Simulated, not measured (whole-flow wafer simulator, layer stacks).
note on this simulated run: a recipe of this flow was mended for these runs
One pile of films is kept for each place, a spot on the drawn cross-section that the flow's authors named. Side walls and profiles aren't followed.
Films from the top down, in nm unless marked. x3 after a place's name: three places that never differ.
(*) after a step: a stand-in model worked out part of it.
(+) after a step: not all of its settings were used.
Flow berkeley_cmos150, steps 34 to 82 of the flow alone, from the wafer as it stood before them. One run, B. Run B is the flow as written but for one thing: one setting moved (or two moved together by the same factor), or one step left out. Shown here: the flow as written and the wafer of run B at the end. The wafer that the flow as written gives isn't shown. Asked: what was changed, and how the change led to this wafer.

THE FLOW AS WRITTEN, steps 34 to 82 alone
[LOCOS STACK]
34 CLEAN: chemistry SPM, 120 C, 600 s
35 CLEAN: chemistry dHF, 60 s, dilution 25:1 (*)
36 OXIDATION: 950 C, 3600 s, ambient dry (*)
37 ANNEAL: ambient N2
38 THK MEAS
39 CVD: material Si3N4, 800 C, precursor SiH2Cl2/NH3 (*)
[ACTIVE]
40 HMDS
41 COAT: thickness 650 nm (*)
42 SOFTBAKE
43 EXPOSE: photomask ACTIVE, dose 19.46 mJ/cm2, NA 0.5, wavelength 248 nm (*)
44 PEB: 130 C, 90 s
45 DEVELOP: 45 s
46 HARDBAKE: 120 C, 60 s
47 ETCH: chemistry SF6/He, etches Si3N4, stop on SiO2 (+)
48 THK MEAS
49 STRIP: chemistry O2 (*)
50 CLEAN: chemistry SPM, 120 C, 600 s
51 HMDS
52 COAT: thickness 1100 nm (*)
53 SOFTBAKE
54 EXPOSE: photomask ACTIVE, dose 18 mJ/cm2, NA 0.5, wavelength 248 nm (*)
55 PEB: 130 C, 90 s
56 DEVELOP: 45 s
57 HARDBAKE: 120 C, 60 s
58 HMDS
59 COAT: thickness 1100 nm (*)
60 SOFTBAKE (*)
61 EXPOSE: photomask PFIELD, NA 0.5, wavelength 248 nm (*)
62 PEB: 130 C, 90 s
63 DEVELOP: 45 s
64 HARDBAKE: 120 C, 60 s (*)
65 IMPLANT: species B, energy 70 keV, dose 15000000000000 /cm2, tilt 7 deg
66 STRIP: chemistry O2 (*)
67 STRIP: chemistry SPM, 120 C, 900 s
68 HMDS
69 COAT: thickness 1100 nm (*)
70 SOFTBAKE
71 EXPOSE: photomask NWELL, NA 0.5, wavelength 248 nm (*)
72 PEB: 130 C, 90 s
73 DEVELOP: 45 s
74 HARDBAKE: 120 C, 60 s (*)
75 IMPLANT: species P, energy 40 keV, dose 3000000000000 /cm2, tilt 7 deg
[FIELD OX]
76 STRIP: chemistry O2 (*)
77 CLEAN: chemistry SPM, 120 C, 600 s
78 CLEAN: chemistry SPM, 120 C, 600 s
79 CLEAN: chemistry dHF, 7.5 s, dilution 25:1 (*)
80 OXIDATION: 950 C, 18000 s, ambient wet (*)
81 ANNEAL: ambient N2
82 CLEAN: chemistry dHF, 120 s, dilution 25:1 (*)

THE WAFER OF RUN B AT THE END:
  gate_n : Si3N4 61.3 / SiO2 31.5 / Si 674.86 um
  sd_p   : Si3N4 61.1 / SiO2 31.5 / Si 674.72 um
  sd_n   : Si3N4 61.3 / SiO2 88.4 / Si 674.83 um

The cause: step 39, CVD: 765 C was run, where the flow has 800 C.

How the change led to this, step by step:
  39 CVD: material Si3N4, 800 C, precursor SiH2Cl2/NH3 (*)
      field, field_p, sd_n, gate_n, sd_p, gate_p, contact, m1: Si3N4 +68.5 (new film) (as written it would be: Si3N4 +106 (new film))
  47 ETCH: chemistry SF6/He, etches Si3N4, stop on SiO2 (+)
      sd_n, gate_n, sd_p, gate_p, contact, m1: KrF-resist -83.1 (as written it would be: KrF-resist -124)
      field, field_p: Si3N4 -68.5 (all of it), SiO2 -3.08 (as written it would be: Si3N4 -106 (all of it), SiO2 -3.08)
  49 STRIP: chemistry O2 (*)
      sd_n: KrF-resist -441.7 (all of it) (as written it would be: KrF-resist -400.9 (all of it))
      gate_n: KrF-resist -450.1 (all of it) (as written it would be: KrF-resist -409.3 (all of it))
      (and at 4 more places)
  52 COAT: thickness 1100 nm (*)
      sd_n: thick-KrF-resist +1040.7 (new film) (as written it would be: thick-KrF-resist +1019.1 (new film))
      m1: thick-KrF-resist +1050.7 (new film) (as written it would be: thick-KrF-resist +1029.1 (new film))
  57 HARDBAKE: 120 C, 60 s
      sd_n: thick-KrF-resist -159 (as written it would be: thick-KrF-resist -155.7)
      m1: thick-KrF-resist -160.5 (as written it would be: thick-KrF-resist -157.2)
  69 COAT: thickness 1100 nm (*)
      sd_n: thick-KrF-resist +1040.7 (new film) (as written it would be: thick-KrF-resist +1019.1 (new film))
      m1: thick-KrF-resist +1050.7 (new film) (as written it would be: thick-KrF-resist +1029.1 (new film))
  76 STRIP: chemistry O2 (*)
      sd_n: thick-KrF-resist -1024.9 (all of it) (as written it would be: thick-KrF-resist -1003.4 (all of it))
      m1: thick-KrF-resist -1034.8 (all of it) (as written it would be: thick-KrF-resist -1013.3 (all of it))
  80 OXIDATION: 950 C, 18000 s, ambient wet (*)
      sd_n: SiO2 +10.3 (new film), Si3N4 -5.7, SiO2 +56.9, Si -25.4 (as written it would be: SiO2 +10.3 (new film), Si3N4 -5.7, SiO2 +34.7, Si -15.4)
